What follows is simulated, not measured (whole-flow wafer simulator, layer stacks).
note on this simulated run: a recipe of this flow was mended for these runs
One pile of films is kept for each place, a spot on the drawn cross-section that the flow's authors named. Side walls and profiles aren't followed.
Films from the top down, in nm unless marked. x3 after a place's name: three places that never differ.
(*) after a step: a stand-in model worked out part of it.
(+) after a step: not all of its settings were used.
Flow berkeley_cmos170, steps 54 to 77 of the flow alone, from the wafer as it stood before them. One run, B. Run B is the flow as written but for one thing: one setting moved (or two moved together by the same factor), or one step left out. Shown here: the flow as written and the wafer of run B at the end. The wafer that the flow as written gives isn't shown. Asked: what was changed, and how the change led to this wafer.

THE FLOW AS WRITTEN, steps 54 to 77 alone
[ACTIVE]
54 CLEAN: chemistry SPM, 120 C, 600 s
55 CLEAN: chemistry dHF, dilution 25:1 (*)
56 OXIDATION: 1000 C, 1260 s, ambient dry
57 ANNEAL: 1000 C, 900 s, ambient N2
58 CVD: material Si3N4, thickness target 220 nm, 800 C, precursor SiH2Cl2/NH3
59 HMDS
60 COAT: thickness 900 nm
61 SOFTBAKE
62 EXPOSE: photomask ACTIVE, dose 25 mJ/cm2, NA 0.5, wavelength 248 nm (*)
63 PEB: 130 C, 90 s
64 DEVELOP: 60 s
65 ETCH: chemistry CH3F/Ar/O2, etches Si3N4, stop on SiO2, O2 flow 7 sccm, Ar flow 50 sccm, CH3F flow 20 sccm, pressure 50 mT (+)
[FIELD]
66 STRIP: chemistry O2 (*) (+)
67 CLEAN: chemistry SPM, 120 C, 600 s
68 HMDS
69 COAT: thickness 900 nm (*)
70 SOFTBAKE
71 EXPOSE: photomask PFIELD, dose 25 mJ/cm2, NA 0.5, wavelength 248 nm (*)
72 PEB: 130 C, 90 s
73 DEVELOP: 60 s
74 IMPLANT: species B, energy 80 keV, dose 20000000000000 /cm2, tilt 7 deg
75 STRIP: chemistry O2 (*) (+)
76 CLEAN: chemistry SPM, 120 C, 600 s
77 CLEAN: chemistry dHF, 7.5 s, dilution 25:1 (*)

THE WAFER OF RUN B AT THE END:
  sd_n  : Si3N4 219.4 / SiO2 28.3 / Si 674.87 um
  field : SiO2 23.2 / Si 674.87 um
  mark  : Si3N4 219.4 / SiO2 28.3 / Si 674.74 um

The cause: step 56, OXIDATION: 1418 s was run, where the flow has 1260 s.

How the change led to this, step by step:
  56 OXIDATION: 1000 C, 1260 s, ambient dry
      field, mark, sd_n and 10 more: SiO2 +28.3 (new film), Si -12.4 (as written it would be: SiO2 +26.6 (new film), Si -11.7)
